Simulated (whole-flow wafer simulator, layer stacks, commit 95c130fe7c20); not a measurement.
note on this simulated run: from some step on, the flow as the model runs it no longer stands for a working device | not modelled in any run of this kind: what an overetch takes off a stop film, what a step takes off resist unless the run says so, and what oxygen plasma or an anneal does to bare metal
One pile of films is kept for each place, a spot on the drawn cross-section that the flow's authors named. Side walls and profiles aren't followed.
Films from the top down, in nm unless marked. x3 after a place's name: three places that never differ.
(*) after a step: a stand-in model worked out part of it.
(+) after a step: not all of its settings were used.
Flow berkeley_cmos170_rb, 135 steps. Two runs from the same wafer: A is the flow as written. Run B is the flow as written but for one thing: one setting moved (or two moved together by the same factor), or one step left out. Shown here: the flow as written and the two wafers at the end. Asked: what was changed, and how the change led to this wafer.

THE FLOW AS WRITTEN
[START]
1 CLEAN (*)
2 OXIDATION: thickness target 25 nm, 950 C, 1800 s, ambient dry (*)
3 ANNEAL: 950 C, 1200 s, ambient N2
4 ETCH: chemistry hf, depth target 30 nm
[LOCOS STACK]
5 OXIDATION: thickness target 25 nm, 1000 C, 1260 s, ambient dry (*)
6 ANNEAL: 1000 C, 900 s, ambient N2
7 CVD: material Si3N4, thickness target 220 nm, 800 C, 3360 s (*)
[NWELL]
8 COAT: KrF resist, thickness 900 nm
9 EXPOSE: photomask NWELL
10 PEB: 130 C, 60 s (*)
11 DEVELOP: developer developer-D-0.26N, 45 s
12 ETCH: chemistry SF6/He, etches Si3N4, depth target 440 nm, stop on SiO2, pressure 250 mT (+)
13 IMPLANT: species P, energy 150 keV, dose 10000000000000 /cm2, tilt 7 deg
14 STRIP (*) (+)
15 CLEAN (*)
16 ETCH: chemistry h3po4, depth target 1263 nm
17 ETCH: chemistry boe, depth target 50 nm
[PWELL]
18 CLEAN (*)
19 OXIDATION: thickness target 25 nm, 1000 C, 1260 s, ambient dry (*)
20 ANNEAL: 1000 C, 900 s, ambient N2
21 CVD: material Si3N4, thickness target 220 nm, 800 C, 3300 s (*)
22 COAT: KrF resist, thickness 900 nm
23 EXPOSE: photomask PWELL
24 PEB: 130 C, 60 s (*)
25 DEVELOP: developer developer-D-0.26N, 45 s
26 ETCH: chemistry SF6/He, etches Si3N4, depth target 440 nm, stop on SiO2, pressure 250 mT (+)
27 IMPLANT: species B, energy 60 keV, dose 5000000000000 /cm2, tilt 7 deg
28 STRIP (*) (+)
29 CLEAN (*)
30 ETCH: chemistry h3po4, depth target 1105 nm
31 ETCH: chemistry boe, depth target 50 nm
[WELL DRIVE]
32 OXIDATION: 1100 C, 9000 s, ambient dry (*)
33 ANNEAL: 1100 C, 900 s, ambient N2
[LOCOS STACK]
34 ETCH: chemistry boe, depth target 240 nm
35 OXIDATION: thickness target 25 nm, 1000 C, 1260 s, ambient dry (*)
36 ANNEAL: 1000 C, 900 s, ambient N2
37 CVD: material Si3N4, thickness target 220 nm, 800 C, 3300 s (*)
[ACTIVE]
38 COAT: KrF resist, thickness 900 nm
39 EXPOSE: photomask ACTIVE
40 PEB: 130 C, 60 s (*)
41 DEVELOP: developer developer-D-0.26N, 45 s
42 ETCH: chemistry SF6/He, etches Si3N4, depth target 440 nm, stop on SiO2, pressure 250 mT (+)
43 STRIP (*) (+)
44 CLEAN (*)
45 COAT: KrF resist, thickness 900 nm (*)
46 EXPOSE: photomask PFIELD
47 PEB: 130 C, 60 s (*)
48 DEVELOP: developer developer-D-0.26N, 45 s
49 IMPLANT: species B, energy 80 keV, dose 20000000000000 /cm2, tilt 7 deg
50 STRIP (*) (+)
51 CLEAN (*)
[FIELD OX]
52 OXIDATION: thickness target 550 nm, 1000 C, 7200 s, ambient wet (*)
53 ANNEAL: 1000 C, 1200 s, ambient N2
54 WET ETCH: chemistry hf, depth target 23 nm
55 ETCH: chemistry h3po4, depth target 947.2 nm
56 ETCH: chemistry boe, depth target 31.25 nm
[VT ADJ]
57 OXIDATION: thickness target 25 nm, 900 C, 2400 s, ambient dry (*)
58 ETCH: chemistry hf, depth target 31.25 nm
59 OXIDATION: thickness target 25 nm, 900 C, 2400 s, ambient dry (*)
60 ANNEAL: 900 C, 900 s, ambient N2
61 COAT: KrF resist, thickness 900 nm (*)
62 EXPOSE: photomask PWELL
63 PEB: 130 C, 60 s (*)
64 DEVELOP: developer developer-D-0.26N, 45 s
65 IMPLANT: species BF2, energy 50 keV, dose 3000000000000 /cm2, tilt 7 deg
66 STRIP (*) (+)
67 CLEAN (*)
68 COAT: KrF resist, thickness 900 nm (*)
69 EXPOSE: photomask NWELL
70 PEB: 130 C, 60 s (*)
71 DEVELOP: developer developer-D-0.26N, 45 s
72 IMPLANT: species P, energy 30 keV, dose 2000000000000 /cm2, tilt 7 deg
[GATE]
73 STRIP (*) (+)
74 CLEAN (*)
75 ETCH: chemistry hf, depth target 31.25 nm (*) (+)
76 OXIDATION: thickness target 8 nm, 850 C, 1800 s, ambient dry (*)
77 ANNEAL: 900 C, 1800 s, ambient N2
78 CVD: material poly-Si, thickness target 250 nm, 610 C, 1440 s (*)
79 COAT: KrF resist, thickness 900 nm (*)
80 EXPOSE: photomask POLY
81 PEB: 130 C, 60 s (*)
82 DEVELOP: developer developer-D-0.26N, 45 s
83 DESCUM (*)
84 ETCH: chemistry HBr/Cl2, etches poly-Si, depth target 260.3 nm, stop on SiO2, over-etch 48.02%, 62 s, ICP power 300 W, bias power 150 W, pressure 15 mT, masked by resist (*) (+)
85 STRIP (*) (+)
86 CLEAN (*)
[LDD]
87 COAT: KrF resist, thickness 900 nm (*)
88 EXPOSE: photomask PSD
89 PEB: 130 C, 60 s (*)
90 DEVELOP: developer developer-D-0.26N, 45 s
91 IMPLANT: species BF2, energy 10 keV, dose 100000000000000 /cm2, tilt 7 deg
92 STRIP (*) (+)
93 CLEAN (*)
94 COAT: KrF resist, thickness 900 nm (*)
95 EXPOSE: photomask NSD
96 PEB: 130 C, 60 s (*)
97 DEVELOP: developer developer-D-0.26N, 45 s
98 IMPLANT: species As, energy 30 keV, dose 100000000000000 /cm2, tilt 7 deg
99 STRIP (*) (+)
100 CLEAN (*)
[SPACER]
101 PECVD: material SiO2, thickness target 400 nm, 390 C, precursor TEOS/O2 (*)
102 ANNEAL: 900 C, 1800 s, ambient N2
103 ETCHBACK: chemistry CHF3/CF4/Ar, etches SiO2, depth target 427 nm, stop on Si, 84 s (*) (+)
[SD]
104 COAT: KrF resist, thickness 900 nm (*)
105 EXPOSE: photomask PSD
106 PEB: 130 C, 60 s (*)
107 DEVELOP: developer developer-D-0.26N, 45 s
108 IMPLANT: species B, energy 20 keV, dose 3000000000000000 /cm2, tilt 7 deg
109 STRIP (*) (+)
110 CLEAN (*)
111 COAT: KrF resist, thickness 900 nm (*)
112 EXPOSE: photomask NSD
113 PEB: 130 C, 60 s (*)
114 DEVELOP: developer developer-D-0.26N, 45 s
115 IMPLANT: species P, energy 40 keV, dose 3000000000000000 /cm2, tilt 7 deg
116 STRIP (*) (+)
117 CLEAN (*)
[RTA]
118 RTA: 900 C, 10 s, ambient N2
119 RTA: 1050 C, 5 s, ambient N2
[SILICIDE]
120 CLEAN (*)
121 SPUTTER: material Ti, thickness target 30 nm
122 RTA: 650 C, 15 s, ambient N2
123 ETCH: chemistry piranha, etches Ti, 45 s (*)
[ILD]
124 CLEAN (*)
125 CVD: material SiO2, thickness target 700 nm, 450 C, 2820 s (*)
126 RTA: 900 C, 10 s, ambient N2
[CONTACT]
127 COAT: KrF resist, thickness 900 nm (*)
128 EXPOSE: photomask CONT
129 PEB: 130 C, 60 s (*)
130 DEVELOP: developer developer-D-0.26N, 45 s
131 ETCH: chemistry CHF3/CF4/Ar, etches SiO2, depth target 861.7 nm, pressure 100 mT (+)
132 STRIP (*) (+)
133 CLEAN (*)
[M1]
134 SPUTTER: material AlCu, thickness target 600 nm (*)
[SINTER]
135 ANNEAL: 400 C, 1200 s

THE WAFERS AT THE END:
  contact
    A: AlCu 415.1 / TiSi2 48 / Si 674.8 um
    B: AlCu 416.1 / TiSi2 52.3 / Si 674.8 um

The cause: step 131, ETCH: depth target 775.5 nm was run, where the flow has depth target 861.7 nm.

How the change led to this, step by step:
  131 ETCH: chemistry CHF3/CF4/Ar, etches SiO2, depth target 861.7 nm, pressure 100 mT (+)
      field, sd_n, spacer_n, gate, sd_p, spacer_p, gate_p, m1: A KrF resist -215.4 | B KrF resist -193.9
      contact: A SiO2 -700 (all of it), TiSi2 -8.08 | B SiO2 -700 (all of it), TiSi2 -3.77
  132 STRIP (*) (+)
      field: A KrF resist -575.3 (all of it) | B KrF resist -596.8 (all of it)
      sd_n: A KrF resist -780.4 (all of it) | B KrF resist -801.9 (all of it)
      (and at 6 more places)
